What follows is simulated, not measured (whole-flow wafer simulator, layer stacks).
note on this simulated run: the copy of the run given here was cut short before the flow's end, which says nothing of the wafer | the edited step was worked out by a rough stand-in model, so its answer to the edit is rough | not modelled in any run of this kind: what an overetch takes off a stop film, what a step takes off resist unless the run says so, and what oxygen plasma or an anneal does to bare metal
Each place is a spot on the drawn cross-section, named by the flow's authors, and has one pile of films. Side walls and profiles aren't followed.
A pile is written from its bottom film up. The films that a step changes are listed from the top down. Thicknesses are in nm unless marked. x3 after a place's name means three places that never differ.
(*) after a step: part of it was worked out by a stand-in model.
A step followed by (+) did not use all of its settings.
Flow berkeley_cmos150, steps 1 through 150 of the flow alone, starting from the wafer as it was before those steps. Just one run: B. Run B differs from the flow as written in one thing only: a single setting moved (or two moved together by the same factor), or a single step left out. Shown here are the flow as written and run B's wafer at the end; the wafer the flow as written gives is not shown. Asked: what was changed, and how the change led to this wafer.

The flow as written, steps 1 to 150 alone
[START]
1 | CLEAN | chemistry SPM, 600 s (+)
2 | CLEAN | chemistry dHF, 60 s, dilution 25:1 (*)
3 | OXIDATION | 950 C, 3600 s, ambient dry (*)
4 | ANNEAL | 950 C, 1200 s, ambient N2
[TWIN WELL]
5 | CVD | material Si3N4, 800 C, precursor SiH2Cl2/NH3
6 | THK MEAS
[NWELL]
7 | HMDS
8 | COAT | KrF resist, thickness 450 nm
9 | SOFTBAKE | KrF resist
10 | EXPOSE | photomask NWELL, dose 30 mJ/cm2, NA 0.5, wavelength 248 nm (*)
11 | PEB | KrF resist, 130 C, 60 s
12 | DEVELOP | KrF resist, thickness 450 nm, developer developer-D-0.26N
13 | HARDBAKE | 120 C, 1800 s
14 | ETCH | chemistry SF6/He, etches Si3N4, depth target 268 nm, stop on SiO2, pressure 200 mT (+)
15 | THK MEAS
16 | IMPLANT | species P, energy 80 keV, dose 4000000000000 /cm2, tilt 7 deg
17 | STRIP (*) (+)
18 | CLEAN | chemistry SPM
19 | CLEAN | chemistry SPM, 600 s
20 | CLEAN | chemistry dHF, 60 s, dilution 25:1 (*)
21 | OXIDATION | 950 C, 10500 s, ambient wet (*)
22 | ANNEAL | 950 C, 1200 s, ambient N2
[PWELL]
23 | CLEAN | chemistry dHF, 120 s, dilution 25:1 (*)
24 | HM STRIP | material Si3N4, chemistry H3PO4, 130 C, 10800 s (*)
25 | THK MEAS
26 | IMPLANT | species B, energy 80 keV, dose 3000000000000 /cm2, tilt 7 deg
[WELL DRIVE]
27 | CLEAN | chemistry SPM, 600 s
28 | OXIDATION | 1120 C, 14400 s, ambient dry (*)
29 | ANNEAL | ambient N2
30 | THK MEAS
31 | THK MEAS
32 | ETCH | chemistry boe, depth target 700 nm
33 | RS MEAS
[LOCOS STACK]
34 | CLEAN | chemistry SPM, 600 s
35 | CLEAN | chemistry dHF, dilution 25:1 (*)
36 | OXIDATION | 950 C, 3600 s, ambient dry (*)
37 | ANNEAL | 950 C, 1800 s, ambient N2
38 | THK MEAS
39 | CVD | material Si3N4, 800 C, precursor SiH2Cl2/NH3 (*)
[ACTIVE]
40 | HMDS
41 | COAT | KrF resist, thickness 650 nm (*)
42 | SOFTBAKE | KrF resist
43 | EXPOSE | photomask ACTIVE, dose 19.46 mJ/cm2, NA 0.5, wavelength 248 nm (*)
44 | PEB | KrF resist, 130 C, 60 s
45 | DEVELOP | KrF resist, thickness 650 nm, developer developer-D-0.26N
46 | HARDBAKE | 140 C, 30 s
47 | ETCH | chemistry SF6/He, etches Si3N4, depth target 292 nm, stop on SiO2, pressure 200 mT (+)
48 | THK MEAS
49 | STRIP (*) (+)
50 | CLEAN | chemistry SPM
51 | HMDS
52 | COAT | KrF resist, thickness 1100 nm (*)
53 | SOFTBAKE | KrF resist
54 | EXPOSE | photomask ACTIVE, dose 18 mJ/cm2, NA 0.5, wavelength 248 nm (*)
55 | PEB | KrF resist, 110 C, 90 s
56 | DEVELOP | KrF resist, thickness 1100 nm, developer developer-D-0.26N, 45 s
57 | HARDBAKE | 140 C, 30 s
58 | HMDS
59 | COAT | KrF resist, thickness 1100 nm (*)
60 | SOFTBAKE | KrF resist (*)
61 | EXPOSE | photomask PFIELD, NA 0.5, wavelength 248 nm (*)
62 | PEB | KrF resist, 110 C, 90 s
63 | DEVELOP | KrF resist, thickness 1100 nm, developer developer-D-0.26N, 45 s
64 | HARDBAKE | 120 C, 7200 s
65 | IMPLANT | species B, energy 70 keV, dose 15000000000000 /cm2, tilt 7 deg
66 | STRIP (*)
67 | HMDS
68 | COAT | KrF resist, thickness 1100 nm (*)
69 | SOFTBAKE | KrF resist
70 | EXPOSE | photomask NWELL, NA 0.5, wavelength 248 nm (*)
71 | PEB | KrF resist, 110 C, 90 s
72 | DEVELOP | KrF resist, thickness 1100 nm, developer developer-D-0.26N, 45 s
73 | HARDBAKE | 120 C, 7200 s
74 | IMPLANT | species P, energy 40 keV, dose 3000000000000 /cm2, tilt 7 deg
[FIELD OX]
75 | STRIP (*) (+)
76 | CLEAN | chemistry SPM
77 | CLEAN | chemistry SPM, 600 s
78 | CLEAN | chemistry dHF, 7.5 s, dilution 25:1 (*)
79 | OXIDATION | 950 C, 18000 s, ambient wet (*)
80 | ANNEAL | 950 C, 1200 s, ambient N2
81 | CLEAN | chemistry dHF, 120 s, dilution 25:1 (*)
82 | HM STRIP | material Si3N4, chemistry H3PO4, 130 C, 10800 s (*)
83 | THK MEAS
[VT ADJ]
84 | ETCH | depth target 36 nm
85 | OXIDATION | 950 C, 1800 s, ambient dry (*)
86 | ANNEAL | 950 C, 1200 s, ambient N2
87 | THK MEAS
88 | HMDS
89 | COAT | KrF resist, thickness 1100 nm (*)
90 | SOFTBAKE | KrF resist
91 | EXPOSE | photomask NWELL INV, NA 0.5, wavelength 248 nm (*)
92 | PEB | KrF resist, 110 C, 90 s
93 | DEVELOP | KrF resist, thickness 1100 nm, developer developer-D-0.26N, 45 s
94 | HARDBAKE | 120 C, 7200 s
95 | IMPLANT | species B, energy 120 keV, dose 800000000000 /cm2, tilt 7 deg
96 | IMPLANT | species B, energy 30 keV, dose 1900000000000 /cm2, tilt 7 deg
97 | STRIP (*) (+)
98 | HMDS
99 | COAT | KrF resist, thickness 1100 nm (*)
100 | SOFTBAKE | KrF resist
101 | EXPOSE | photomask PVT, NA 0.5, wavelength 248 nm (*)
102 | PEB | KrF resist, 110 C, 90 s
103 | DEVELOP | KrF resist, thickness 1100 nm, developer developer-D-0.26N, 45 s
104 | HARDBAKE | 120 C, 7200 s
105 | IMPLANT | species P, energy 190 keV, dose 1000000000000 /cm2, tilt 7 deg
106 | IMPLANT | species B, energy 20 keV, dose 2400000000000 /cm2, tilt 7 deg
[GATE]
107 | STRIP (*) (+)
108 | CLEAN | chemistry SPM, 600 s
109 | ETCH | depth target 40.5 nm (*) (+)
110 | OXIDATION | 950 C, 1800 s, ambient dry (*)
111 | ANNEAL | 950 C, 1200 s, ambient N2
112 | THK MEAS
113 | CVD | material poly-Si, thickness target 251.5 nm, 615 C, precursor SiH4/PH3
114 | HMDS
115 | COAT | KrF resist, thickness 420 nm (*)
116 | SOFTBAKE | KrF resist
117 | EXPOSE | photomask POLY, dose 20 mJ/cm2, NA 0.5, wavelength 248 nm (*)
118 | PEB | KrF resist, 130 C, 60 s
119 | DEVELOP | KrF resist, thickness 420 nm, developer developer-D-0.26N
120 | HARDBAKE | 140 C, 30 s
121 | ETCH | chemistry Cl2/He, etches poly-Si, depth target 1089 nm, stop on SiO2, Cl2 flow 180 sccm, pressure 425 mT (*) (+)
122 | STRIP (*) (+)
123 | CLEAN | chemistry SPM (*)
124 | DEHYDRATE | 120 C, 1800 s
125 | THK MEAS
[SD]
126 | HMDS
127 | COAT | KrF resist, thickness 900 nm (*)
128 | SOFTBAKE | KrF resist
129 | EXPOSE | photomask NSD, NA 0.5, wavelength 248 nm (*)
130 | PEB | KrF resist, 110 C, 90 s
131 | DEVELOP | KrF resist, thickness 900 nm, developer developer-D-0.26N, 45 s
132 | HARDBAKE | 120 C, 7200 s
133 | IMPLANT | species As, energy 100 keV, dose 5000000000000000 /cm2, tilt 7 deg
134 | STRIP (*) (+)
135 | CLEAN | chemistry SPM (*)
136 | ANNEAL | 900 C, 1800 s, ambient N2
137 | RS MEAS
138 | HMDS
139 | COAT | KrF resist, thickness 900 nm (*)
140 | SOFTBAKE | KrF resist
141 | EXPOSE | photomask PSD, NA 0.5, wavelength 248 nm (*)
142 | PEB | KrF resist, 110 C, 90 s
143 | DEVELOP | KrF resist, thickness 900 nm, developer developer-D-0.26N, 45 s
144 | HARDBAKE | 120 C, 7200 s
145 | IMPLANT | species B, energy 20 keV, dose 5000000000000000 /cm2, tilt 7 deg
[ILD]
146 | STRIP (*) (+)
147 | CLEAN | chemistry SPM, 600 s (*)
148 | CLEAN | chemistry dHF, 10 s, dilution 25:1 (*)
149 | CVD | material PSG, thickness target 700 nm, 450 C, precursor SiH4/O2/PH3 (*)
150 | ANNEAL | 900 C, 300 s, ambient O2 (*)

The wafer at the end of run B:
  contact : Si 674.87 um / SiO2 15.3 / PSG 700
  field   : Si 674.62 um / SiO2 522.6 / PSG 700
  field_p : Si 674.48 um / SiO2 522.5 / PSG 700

Cause: step 28, OXIDATION: 8640 s was run, while the flow as written has 14400 s.

Step by step, how the change led to this:
  28 | OXIDATION | 1120 C, 14400 s, ambient dry (*)
      field, sd_n, gate_n, contact, m1: SiO2 gains 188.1, Si loses 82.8 (it would be, as written: SiO2 gains 261.5, Si loses 115.1)
      field_p, sd_p, gate_p: SiO2 gains 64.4, Si loses 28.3 (it would be, as written: SiO2 gains 103.6, Si loses 45.6)
  32 | ETCH | chemistry boe, depth target 700 nm
      field, sd_n, gate_n, contact, m1: SiO2 loses 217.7 (all of it) (it would be, as written: SiO2 loses 291.1 (all of it))
      field_p, sd_p, gate_p: SiO2 loses 516.2 (all of it) (it would be, as written: SiO2 loses 555.5 (all of it))
